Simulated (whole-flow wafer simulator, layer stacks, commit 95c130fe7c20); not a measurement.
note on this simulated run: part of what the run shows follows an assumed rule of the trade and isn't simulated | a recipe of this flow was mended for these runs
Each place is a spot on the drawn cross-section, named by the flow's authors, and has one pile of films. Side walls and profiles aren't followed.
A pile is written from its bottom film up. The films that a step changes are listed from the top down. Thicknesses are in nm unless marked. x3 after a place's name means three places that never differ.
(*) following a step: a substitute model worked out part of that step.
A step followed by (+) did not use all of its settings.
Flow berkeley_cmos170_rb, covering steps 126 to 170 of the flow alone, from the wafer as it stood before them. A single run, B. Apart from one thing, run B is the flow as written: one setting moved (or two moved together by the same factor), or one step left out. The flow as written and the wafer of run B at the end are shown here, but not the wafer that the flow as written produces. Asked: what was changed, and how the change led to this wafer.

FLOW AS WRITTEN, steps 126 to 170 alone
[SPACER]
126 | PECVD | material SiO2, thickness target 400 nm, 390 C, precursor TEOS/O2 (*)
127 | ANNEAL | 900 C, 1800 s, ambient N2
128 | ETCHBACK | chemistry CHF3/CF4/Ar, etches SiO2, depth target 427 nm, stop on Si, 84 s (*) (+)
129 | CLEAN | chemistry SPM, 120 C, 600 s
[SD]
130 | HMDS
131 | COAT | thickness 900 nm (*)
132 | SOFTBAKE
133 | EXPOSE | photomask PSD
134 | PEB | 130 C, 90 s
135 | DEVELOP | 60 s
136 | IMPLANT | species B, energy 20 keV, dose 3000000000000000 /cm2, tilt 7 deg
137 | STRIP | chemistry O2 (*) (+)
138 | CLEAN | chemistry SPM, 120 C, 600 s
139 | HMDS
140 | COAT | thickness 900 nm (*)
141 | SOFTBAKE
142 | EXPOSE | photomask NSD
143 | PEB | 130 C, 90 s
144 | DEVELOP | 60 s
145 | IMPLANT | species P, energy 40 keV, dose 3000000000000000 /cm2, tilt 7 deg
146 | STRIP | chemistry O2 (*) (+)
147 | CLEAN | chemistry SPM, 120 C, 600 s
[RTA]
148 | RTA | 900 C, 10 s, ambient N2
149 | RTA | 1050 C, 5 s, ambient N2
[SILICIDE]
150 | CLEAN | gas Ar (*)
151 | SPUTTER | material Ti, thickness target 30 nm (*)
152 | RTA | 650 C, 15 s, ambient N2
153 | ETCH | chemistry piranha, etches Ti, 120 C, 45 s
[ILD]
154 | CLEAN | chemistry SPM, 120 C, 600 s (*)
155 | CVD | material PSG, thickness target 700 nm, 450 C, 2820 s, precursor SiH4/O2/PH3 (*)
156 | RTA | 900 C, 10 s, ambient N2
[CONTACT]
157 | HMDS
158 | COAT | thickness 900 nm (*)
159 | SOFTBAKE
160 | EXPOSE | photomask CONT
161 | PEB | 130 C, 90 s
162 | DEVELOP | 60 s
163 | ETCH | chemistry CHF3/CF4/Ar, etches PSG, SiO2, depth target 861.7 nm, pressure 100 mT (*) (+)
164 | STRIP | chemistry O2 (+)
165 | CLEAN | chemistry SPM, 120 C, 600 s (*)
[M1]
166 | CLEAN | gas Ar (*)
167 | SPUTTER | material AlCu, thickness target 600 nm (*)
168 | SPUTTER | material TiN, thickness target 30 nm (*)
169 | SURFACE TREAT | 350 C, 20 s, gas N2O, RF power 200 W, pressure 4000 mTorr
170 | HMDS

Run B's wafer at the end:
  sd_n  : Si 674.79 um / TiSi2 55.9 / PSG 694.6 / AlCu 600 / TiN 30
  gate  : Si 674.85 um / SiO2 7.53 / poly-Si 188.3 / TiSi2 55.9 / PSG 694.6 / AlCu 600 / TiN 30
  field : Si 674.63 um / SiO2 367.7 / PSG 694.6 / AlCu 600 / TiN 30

The reason: step 126, PECVD: thickness target 370 nm was run, though the flow has thickness target 400 nm.

How this came from the change, step by step:
  126 | PECVD | material SiO2, thickness target 400 nm, 390 C, precursor TEOS/O2 (*)
      field, sd_n, contact, m1: +370 SiO2 (in the flow as written it would be: +400 SiO2)
      spacer_n, sd_p, spacer_p: +356.5 SiO2 (in the flow as written it would be: +385.3 SiO2)
      (as well as at 2 more places)
  128 | ETCHBACK | chemistry CHF3/CF4/Ar, etches SiO2, depth target 427 nm, stop on Si, 84 s (*) (+)
      gate, gate_p: -370 SiO2 (all of it), -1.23 chemical SiO2 (all of it), -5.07 poly-Si (in the flow as written it would be: -400 SiO2 (all of it), -1.23 chemical SiO2 (all of it), -2.34 poly-Si)
      sd_n: -376 SiO2 (all of it), -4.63 Si (in the flow as written it would be: -406 SiO2 (all of it), -1.91 Si)
      (as well as at 3 more places)
  152 | RTA | 650 C, 15 s, ambient N2
      sd_p: -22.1 Ti, +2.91 TiSi first (new film), +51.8 TiSi2 C49 (new film), -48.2 Si (in the flow as written it would be: -21.8 Ti, +2.13 TiSi first (new film), +52.2 TiSi2 C49 (new film), -48 Si)
  156 | RTA | 900 C, 10 s, ambient N2
      sd_p: under 1 film: +52.8 TiSi2 (new film), -2.81 TiSi first (all of it), -51.8 TiSi2 C49 (all of it), -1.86 Si (in the flow as written it would be: under 1 film: +52 TiSi2 (new film), -2.02 TiSi first (all of it), -52.2 TiSi2 C49 (all of it), -1.34 Si)
  158 | COAT | thickness 900 nm (*)
      gate: +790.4 KrF-resist (new film) (in the flow as written it would be: +810 KrF-resist (new film))
      sd_p: +1033.6 KrF-resist (new film) (in the flow as written it would be: +1055.8 KrF-resist (new film))
      (as well as at 1 more place)
  164 | STRIP | chemistry O2 (+)
      sd_n: -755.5 KrF-resist (all of it) (in the flow as written it would be: -772.5 KrF-resist (all of it))
      gate: -558.3 KrF-resist (all of it) (in the flow as written it would be: -577.9 KrF-resist (all of it))
      (as well as at 2 more places)
  167 | SPUTTER | material AlCu, thickness target 600 nm (*)
      sd_p: +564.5 AlCu (new film) (in the flow as written it would be: +549.6 AlCu (new film))
  168 | SPUTTER | material TiN, thickness target 30 nm (*)
      sd_p: +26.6 TiN (new film) (in the flow as written it would be: +25.8 TiN (new film))
